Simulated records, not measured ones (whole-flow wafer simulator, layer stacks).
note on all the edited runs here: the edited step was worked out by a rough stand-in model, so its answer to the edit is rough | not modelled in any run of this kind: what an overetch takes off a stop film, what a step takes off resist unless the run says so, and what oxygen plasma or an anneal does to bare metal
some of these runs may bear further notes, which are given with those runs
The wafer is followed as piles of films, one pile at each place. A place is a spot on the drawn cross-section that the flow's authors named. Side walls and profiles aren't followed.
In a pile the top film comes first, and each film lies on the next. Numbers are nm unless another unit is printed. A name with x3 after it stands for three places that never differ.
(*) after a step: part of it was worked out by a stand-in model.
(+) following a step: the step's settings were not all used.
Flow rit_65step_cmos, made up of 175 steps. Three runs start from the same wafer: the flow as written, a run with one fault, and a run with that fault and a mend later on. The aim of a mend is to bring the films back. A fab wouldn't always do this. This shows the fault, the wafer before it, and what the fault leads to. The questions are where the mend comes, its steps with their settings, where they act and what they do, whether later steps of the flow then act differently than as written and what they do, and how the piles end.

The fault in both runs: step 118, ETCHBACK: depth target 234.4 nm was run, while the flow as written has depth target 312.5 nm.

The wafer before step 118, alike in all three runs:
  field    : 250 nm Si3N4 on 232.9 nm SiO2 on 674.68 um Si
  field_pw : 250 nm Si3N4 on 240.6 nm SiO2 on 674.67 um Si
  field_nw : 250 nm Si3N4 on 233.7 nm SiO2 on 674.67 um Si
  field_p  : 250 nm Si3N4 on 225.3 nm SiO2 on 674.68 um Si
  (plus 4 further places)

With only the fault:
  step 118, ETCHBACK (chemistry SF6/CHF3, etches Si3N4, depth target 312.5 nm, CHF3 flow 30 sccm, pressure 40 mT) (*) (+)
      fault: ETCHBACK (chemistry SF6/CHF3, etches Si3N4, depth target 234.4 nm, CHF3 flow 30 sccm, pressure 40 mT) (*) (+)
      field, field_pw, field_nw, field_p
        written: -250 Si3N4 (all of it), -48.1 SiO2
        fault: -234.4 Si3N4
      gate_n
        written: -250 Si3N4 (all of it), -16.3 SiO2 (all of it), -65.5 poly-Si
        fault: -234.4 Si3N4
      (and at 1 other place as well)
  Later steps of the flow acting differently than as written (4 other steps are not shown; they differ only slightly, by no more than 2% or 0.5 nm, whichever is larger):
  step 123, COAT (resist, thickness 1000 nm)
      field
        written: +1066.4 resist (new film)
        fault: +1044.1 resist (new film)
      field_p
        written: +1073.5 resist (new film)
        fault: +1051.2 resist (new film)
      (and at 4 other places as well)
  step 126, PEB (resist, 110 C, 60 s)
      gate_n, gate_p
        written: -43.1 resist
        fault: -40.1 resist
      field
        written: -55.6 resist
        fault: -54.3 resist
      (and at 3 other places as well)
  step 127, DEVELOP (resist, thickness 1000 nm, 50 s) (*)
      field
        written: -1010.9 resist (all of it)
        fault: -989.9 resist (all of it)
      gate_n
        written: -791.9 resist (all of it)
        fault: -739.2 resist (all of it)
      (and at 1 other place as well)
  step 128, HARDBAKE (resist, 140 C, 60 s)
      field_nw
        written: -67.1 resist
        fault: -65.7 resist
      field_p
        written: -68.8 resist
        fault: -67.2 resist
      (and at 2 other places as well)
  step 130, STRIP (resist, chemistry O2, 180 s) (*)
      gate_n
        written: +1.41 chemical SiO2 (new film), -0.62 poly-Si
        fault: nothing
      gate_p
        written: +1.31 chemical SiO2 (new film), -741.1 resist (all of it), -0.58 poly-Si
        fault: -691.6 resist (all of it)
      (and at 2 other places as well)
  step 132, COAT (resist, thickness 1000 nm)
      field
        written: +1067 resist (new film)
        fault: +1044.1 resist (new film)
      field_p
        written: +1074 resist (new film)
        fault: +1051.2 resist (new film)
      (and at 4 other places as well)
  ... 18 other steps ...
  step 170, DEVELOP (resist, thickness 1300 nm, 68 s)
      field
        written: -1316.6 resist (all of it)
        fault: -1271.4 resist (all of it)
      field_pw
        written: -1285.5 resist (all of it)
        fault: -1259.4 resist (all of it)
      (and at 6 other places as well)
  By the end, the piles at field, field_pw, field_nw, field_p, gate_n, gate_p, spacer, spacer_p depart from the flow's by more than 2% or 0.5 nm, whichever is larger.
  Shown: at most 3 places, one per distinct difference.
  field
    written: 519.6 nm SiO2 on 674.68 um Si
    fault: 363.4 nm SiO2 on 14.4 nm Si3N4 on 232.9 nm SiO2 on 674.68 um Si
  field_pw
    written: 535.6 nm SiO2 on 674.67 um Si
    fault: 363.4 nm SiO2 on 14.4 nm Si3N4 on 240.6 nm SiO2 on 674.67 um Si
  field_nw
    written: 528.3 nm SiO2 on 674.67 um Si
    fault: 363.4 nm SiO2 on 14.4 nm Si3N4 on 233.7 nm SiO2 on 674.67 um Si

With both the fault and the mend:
  The mend stands after step 121.
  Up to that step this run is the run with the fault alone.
  step 121a, ETCHBACK (chemistry SF6/CHF3, etches Si3N4, depth target 78.1 nm, CHF3 flow 30 sccm, pressure 40 mT) (*) (+) (the flow's step 118, run once more with other settings)
      field, field_pw, field_nw, field_p
        -15.6 Si3N4 (all of it), -48.1 SiO2
      active_n, sd_n, contact, m1
        -15.6 Si3N4 (all of it), -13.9 SiO2 (all of it)
      active_p, sd_p
        -15.6 Si3N4 (all of it), -13.4 SiO2 (all of it)
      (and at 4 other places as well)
  None of the later steps of the flow acts differently than as written at any place that is followed.
  At every place that both follow, the piles at the end match the flow's.
